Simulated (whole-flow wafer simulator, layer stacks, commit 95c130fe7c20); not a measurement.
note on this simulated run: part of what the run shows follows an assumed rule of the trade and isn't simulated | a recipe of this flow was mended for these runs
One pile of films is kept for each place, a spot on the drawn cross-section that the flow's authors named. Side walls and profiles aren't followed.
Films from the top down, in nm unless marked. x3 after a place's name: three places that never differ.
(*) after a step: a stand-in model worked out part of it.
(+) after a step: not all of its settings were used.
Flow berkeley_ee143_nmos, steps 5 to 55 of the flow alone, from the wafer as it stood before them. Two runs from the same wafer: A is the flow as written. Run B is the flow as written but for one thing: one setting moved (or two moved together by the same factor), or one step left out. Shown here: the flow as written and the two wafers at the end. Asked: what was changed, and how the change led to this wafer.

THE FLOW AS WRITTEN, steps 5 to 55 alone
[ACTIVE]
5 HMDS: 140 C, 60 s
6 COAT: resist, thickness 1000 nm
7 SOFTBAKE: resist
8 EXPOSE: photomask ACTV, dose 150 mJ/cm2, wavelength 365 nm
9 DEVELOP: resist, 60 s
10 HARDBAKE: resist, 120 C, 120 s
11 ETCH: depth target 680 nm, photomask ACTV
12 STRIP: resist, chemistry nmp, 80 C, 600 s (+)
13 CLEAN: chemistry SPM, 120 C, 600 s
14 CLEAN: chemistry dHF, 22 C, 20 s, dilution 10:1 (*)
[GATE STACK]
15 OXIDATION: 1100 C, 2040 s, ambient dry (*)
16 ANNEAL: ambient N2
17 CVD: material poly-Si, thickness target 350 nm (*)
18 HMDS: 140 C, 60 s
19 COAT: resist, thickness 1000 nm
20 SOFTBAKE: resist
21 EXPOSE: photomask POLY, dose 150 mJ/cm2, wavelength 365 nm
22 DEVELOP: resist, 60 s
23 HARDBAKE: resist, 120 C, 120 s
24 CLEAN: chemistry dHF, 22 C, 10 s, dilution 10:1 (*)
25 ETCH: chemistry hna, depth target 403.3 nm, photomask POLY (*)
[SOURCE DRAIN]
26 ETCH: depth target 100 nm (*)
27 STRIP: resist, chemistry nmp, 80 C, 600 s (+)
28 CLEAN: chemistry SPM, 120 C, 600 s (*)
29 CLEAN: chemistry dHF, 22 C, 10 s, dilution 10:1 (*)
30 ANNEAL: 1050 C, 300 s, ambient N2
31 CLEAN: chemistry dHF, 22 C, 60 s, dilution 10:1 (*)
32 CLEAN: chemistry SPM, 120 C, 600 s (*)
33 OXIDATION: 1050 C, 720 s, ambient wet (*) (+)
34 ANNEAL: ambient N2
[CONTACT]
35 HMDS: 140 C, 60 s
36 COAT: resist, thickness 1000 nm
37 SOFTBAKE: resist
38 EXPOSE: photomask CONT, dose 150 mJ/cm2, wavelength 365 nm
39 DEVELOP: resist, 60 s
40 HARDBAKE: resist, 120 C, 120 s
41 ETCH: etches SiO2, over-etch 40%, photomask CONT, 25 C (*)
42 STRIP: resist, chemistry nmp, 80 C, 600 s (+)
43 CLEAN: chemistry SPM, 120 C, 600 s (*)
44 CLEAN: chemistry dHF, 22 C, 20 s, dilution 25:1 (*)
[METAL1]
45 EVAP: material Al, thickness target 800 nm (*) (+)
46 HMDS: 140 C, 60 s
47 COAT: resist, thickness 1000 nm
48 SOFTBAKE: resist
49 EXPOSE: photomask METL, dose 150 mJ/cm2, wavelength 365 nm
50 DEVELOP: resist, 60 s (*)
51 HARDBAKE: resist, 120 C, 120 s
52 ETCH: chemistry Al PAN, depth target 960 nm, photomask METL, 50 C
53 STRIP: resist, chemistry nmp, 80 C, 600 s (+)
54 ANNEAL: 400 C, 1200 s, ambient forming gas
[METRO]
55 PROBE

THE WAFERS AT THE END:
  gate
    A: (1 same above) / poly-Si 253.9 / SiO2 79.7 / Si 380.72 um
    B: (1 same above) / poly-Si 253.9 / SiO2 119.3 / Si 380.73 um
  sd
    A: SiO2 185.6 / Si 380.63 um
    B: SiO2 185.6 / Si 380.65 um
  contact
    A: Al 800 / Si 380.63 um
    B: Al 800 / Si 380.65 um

The cause: step 11, ETCH: depth target 480 nm was run, where the flow has depth target 680 nm.

How the change led to this, step by step:
  11 ETCH: depth target 680 nm, photomask ACTV
      gate, sd, contact: A SiO2 -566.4 (all of it) | B SiO2 -480
  13 CLEAN: chemistry SPM, 120 C, 600 s
      gate, sd, contact: A chemical SiO2 +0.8 (new film), Si -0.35 | B nothing
  14 CLEAN: chemistry dHF, 22 C, 20 s, dilution 10:1 (*)
      gate, sd, contact: A chemical SiO2 -0.8 (all of it) | B SiO2 -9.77
  15 OXIDATION: 1100 C, 2040 s, ambient dry (*)
      gate, sd, contact: A SiO2 +79.7 (new film), Si -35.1 | B SiO2 +42.8, Si -18.8
  19 COAT: resist, thickness 1000 nm
      field: A resist +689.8 (new film) | B resist +721.7 (new film)
  22 DEVELOP: resist, 60 s
      field: A resist -689.8 (all of it) | B resist -721.7 (all of it)
  26 ETCH: depth target 100 nm (*)
      sd, contact: A SiO2 -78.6 (all of it) | B SiO2 -100
  28 CLEAN: chemistry SPM, 120 C, 600 s (*)
      sd, contact: A chemical SiO2 +0.8 (new film), Si -0.35 | B nothing
  29 CLEAN: chemistry dHF, 22 C, 10 s, dilution 10:1 (*)
      sd, contact: A chemical SiO2 -0.8 (all of it) | B SiO2 -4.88
  31 CLEAN: chemistry dHF, 22 C, 60 s, dilution 10:1 (*)
      sd, contact: A nothing | B SiO2 -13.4 (all of it)
  36 COAT: resist, thickness 1000 nm
      gate: A resist +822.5 (new film) | B resist +799.4 (new film)
      field: A resist +850.4 (new film) | B resist +871.5 (new film)
  40 HARDBAKE: resist, 120 C, 120 s
      gate: A resist -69 | B resist -66.9
      field: A resist -71.4 | B resist -73.3
  42 STRIP: resist, chemistry nmp, 80 C, 600 s (+)
      gate: A resist -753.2 (all of it) | B resist -732 (all of it)
      field: A resist -778.6 (all of it) | B resist -797.8 (all of it)
  47 COAT: resist, thickness 1000 nm
      gate: A resist +834.7 (new film) | B resist +812.7 (new film)
      field: A resist +854.5 (new film) | B resist +874.4 (new film)
  50 DEVELOP: resist, 60 s (*)
      gate: A resist -834.7 (all of it), Al -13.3 | B resist -812.7 (all of it), Al -13.3
      field: A resist -854.5 (all of it), Al -13.3 | B resist -874.4 (all of it), Al -13.3
